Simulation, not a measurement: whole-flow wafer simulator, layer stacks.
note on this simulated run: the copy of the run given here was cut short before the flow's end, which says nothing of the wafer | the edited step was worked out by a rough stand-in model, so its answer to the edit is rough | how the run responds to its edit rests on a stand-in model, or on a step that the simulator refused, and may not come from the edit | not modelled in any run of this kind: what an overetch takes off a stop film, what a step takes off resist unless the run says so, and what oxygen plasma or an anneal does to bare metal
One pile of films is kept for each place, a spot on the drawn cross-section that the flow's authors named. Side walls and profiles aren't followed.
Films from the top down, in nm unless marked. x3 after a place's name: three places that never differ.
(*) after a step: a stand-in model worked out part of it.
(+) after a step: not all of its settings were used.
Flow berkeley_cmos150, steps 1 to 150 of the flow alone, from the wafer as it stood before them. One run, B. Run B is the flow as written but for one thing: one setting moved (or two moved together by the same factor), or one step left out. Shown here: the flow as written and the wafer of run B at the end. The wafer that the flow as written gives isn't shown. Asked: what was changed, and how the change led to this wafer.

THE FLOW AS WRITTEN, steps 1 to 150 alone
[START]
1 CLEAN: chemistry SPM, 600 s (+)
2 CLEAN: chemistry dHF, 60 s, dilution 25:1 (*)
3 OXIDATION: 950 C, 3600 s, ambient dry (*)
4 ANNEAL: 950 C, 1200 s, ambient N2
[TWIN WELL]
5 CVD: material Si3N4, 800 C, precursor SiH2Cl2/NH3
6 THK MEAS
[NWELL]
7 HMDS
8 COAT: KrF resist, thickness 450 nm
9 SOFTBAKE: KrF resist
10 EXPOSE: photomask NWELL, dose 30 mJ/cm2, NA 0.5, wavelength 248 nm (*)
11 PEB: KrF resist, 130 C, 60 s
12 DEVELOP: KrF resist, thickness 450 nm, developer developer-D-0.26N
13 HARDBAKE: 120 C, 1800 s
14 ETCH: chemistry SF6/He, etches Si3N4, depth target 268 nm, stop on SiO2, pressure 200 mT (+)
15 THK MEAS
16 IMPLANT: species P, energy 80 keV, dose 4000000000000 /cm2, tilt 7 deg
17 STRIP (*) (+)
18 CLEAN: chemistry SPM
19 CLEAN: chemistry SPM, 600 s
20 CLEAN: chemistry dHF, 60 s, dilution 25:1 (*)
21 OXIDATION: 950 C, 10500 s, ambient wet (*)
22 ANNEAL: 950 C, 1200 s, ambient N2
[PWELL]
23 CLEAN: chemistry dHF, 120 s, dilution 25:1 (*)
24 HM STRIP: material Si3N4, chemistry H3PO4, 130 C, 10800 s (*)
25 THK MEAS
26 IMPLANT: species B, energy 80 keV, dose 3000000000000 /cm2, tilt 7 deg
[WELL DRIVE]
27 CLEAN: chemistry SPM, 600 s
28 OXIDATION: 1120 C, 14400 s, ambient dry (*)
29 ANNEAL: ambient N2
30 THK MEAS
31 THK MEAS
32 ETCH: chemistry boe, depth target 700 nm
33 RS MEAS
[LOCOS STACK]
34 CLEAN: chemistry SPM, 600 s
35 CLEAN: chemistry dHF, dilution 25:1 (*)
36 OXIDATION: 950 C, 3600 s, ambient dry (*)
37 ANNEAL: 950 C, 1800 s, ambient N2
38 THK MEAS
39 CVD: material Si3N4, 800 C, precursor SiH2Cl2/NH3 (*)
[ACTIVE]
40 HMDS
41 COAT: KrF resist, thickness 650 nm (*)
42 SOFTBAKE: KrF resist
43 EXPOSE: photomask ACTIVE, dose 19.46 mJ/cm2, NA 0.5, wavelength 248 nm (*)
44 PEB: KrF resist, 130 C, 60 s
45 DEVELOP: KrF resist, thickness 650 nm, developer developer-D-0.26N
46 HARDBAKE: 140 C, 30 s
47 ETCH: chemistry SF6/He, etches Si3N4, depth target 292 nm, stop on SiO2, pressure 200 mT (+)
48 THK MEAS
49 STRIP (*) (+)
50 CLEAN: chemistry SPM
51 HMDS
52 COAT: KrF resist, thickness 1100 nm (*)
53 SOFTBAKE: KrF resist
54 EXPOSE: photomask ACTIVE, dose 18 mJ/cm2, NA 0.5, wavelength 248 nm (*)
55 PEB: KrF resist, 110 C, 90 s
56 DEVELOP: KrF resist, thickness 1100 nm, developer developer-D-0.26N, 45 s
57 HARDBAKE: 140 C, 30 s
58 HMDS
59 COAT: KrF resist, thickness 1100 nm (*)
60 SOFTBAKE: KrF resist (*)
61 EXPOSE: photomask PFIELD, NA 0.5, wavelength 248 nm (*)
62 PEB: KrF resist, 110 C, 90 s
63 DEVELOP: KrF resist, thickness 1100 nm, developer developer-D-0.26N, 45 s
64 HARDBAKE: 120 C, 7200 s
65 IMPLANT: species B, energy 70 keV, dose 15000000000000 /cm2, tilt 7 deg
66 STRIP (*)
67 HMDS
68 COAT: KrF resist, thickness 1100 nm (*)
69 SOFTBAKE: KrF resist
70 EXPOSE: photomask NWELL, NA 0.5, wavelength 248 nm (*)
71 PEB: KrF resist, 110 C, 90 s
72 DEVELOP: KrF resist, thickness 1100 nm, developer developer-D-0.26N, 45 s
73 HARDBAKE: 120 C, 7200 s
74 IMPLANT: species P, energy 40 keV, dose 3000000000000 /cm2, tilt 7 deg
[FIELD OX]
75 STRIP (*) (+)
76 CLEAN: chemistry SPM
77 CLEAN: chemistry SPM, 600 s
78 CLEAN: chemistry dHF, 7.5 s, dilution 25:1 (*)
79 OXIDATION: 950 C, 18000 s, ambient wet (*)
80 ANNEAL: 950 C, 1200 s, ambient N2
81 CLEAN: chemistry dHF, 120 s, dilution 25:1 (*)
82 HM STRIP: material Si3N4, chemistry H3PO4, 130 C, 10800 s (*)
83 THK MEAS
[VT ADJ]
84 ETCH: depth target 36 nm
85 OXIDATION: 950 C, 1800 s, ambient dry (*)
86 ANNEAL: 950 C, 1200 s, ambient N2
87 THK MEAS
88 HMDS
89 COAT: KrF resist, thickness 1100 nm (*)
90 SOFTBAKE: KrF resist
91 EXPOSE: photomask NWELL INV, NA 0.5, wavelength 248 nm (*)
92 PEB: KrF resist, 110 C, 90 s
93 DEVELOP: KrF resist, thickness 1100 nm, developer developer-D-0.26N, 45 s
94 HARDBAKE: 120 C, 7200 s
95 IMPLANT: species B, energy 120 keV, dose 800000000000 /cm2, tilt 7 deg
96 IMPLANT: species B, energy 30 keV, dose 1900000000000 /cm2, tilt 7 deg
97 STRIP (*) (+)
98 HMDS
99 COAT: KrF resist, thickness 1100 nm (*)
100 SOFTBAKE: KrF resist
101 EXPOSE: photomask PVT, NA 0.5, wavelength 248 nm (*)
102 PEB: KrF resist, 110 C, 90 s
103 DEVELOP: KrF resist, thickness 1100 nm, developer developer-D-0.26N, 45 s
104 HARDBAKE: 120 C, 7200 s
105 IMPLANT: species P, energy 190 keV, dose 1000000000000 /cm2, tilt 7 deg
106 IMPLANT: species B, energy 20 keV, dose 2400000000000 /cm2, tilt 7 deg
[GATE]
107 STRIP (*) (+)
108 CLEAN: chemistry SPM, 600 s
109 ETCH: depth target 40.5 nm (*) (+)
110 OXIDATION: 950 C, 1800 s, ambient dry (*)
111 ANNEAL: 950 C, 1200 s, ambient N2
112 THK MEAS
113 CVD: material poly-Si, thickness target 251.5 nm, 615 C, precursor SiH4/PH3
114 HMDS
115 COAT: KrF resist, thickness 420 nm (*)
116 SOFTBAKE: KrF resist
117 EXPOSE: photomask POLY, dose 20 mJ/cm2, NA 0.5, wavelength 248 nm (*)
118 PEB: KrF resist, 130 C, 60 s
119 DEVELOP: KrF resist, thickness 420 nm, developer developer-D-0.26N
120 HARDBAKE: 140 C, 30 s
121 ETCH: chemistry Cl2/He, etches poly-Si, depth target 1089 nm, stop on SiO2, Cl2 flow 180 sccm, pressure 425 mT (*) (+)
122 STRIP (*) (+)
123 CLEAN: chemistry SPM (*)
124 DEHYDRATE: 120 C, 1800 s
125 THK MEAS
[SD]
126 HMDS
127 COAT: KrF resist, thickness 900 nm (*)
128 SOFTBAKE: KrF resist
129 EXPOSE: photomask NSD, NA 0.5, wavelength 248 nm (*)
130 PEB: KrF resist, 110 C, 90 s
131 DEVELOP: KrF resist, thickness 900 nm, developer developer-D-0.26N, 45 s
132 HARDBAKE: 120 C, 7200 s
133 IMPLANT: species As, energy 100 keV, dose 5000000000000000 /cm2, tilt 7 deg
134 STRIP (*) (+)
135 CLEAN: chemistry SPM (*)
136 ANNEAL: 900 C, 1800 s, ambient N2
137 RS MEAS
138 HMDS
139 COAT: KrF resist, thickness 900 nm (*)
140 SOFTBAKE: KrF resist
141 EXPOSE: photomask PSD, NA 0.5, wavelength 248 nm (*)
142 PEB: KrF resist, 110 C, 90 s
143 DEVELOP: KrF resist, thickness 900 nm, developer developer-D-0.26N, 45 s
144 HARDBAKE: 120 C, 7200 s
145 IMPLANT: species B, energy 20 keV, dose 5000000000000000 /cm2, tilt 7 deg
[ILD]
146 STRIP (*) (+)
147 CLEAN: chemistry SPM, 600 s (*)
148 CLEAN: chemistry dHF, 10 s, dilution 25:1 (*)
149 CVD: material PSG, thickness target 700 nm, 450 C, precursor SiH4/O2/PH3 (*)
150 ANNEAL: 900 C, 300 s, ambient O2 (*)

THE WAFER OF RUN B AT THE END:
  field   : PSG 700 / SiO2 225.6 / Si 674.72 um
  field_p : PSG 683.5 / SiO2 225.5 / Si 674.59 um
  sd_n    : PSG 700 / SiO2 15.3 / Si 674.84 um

The cause: step 79, OXIDATION: 879 C was run, where the flow has 950 C.

How the change led to this, step by step:
  79 OXIDATION: 950 C, 18000 s, ambient wet (*)
      gate_n, sd_p, gate_p, contact, m1: SiO2 +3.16 (new film), Si3N4 -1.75 (as written it would be: SiO2 +10.3 (new film), Si3N4 -5.7)
      field: SiO2 +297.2, Si -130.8 (as written it would be: SiO2 +598.1, Si -263.1)
      (and at 2 more places)
  81 CLEAN: chemistry dHF, 120 s, dilution 25:1 (*)
      sd_n, gate_n, sd_p, gate_p, contact, m1: SiO2 -3.16 (all of it), Si3N4 -1.74 (as written it would be: SiO2 -10.3 (all of it), Si3N4 -1.11)
  82 HM STRIP: material Si3N4, chemistry H3PO4, 130 C, 10800 s (*)
      sd_n, gate_n, contact, m1: Si3N4 -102 (all of it), SiO2 -1.85 (as written it would be: Si3N4 -98.7 (all of it), SiO2 -1.88)
      sd_p, gate_p: Si3N4 -101.9 (all of it), SiO2 -1.85 (as written it would be: Si3N4 -98.6 (all of it), SiO2 -1.88)
  85 OXIDATION: 950 C, 1800 s, ambient dry (*)
      field, field_p: SiO2 +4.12, Si -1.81 (as written it would be: SiO2 +2.35, Si -1.04)
      sd_n: SiO2 +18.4, Si -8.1 (as written it would be: SiO2 +12.2, Si -5.35)
  89 COAT: KrF resist, thickness 1100 nm (*)
      field: KrF resist +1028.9 (new film) (as written it would be: KrF resist +976.2 (new film))
      field_p: KrF resist +1141.4 (new film) (as written it would be: KrF resist +1087.8 (new film))
      (and at 6 more places)
  92 PEB: KrF resist, 110 C, 90 s
      sd_n: KrF resist -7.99 (as written it would be: KrF resist -8.63)
      gate_n: KrF resist -7.93 (as written it would be: KrF resist -8.49)
      (and at 4 more places)
  93 DEVELOP: KrF resist, thickness 1100 nm, developer developer-D-0.26N, 45 s
      field: KrF resist -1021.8 (all of it) (as written it would be: KrF resist -969.5 (all of it))
      sd_n: KrF resist -1146.7 (all of it) (as written it would be: KrF resist -1234.3 (all of it))
      (and at 2 more places)
  94 HARDBAKE: 120 C, 7200 s
      field_p: KrF resist -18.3 (as written it would be: KrF resist -17.4)
      sd_p: KrF resist -19.9 (as written it would be: KrF resist -21.4)
      (and at 2 more places)
  97 STRIP (*) (+)
      field_p: KrF resist -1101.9 (all of it) (as written it would be: KrF resist -1049.6 (all of it))
      sd_p: KrF resist -1189.2 (all of it) (as written it would be: KrF resist -1273.5 (all of it))
      (and at 2 more places)
  99 COAT: KrF resist, thickness 1100 nm (*)
      field: KrF resist +1028.9 (new film) (as written it would be: KrF resist +976.2 (new film))
      field_p: KrF resist +1141.4 (new film) (as written it would be: KrF resist +1087.8 (new film))
      (and at 6 more places)
  102 PEB: KrF resist, 110 C, 90 s
      sd_n: KrF resist -7.99 (as written it would be: KrF resist -8.63)
      gate_n: KrF resist -7.93 (as written it would be: KrF resist -8.49)
      (and at 4 more places)
  103 DEVELOP: KrF resist, thickness 1100 nm, developer developer-D-0.26N, 45 s
      sd_p: KrF resist -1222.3 (all of it) (as written it would be: KrF resist -1308.2 (all of it))
      gate_p: KrF resist -1210.5 (all of it) (as written it would be: KrF resist -1282.6 (all of it))
  104 HARDBAKE: 120 C, 7200 s
      field: KrF resist -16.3 (as written it would be: KrF resist -15.4)
      field_p: KrF resist -18.3 (as written it would be: KrF resist -17.4)
      (and at 4 more places)
  107 STRIP (*) (+)
      field: KrF resist -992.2 (all of it) (as written it would be: KrF resist -940.7 (all of it))
      field_p: KrF resist -1101.9 (all of it) (as written it would be: KrF resist -1049.6 (all of it))
      (and at 4 more places)
  109 ETCH: depth target 40.5 nm (*) (+)
      sd_n: SiO2 -21.4 (all of it) (as written it would be: SiO2 -40.4 (all of it))
  110 OXIDATION: 950 C, 1800 s, ambient dry (*)
      field, field_p: SiO2 +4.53, Si -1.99 (as written it would be: SiO2 +2.49, Si -1.09)
  ... 14 more steps ...
  149 CVD: material PSG, thickness target 700 nm, 450 C, precursor SiH4/O2/PH3 (*)
      field_p: PSG +683.5 (new film) (as written it would be: PSG +700 (new film))
      sd_p: PSG +671.3 (new film) (as written it would be: PSG +639.5 (new film))
